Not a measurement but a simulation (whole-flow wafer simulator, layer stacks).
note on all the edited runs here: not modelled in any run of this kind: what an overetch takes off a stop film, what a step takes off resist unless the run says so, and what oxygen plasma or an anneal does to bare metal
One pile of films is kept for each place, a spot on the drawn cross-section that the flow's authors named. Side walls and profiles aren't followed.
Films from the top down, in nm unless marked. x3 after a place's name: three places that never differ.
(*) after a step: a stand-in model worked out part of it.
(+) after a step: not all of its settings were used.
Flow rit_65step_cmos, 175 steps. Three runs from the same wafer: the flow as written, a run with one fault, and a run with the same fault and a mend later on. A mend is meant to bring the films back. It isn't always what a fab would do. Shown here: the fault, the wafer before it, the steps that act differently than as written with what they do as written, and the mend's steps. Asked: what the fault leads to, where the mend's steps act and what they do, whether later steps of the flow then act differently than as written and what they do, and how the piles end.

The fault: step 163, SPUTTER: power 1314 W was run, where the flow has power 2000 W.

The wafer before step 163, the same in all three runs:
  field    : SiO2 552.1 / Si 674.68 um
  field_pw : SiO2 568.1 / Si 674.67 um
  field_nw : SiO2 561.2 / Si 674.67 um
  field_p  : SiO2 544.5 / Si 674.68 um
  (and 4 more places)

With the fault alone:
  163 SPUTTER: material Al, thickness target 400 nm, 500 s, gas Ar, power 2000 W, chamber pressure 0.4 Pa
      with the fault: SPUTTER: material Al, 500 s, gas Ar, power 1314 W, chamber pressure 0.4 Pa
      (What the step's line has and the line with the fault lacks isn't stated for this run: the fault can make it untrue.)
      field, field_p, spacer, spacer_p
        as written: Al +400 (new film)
        with the fault: Al +262.8 (new film)
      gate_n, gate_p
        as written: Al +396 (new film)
        with the fault: Al +262.8 (new film)
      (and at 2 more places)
  Later steps of the flow that act differently than as written (3 more steps differ only slightly, by at most 2% or 0.5 nm, whichever is larger, and aren't shown):
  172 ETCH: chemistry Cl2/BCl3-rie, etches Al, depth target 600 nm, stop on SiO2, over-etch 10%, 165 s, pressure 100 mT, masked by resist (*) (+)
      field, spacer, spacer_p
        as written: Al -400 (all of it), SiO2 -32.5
        with the fault: Al -262.8 (all of it), SiO2 -49.6
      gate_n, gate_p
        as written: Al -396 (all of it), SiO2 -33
        with the fault: Al -262.8 (all of it), SiO2 -49.6
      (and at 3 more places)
  At the end the piles differ from the flow's by more than 2% or 0.5 nm, whichever is larger, at field, field_pw, field_nw, field_p, gate_n, gate_p, spacer, spacer_p.
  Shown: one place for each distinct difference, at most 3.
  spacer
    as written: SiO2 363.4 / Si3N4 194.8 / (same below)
    with the fault: SiO2 346.3 / Si3N4 194.8 / (same below)
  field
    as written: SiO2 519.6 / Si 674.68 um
    with the fault: SiO2 502.5 / Si 674.68 um
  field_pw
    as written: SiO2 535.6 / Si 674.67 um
    with the fault: SiO2 518.5 / Si 674.67 um

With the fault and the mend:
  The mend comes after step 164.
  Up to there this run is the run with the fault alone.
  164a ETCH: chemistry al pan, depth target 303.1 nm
      field, field_p, gate_n, gate_p, spacer, spacer_p
        Al -262.8 (all of it)
      field_pw, field_nw
        Al -262.6 (all of it)
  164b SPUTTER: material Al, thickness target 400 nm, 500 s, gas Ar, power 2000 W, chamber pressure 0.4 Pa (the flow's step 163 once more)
      field, field_pw, field_p, spacer, spacer_p
        Al +400 (new film)
      gate_n, gate_p
        Al +396 (new film)
      field_nw
        Al +397.2 (new film)
  No later step of the flow acts differently than as written at any place that is followed.
  At the end the piles are the same as the flow's at every place that both follow.
